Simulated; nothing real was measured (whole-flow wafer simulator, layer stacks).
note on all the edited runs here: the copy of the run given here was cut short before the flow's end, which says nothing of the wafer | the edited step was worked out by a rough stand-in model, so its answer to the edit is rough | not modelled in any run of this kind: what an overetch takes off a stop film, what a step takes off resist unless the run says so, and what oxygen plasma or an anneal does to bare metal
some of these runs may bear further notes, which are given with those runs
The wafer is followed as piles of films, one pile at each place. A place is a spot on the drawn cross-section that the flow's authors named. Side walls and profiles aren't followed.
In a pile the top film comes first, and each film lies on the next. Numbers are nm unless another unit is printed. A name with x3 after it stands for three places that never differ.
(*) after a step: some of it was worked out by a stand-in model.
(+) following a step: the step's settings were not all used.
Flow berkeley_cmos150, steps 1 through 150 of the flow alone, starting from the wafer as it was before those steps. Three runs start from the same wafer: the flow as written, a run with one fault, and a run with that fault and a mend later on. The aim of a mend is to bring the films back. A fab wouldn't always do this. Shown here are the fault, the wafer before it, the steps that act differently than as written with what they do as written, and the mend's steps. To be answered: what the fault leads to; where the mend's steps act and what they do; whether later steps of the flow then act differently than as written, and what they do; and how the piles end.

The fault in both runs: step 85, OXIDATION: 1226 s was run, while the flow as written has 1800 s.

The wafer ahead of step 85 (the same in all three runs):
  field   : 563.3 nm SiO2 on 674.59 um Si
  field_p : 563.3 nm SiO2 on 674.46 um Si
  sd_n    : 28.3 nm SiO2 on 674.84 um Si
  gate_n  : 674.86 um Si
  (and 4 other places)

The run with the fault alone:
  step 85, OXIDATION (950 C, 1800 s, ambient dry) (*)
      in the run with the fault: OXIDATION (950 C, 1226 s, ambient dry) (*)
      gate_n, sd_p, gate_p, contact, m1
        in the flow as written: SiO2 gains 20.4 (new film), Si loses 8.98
        in the run with the fault: SiO2 gains 16.2 (new film), Si loses 7.11
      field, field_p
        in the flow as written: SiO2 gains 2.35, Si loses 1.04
        in the run with the fault: SiO2 gains 1.6, Si loses 0.71
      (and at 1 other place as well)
  Later steps of the flow acting differently than as written (not shown: 21 more steps that differ only slightly, by at most 2% or 0.5 nm, whichever is larger):
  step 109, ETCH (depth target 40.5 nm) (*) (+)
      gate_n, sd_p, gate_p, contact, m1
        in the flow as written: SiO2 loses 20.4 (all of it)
        in the run with the fault: SiO2 loses 16.2 (all of it)
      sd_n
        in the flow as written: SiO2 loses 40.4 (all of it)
        in the run with the fault: SiO2 loses 37 (all of it)
  The piles end only slightly different from the flow's at the places that both follow, by no more than 2% or 0.5 nm, whichever is larger.

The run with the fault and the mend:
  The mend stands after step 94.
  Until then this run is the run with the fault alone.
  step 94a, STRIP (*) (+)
      field_p
        KrF resist loses 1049 (all of it)
      sd_p
        KrF resist loses 1274.5 (all of it)
      gate_p
        KrF resist loses 1249.2 (all of it)
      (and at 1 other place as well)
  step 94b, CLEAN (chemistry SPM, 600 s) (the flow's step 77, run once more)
      does not change any film at any place that is followed
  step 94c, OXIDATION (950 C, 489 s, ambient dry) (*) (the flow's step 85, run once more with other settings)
      gate_n, sd_p, gate_p, contact, m1
        SiO2 gains 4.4, Si loses 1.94
      field, field_p
        SiO2 gains 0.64, Si loses 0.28
      sd_n
        SiO2 gains 3.1, Si loses 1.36
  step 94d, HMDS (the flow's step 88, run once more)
      does not change any film at any place that is followed
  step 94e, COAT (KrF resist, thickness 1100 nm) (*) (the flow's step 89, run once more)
      field
        KrF resist gains 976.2 (new film)
      field_p
        KrF resist gains 1087.8 (new film)
      sd_n
        KrF resist gains 1243.1 (new film)
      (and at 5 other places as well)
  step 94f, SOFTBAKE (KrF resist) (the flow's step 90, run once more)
      does not change any film at any place that is followed
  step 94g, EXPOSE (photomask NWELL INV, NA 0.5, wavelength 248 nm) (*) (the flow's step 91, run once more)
      does not change any film at any place that is followed
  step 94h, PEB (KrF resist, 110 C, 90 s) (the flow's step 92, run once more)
      field
        KrF resist loses 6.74
      field_p
        KrF resist loses 7.53
      sd_n
        KrF resist loses 8.63
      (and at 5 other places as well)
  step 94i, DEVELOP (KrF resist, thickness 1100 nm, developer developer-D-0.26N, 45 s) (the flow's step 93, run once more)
      field_p, sd_p, gate_p, m1
        KrF resist loses 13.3
      field
        KrF resist loses 969.5 (all of it)
      sd_n
        KrF resist loses 1234.4 (all of it)
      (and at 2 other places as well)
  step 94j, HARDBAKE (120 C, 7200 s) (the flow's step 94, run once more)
      field_p
        KrF resist loses 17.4
      sd_p
        KrF resist loses 21.4
      gate_p
        KrF resist loses 20.9
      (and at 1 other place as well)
  Later steps of the flow that are run all act as written at every place that is followed, up to a difference of at most 2% or 0.5 nm, whichever is larger.
  The piles end only slightly different from the flow's at the places that both follow, by no more than 2% or 0.5 nm, whichever is larger.
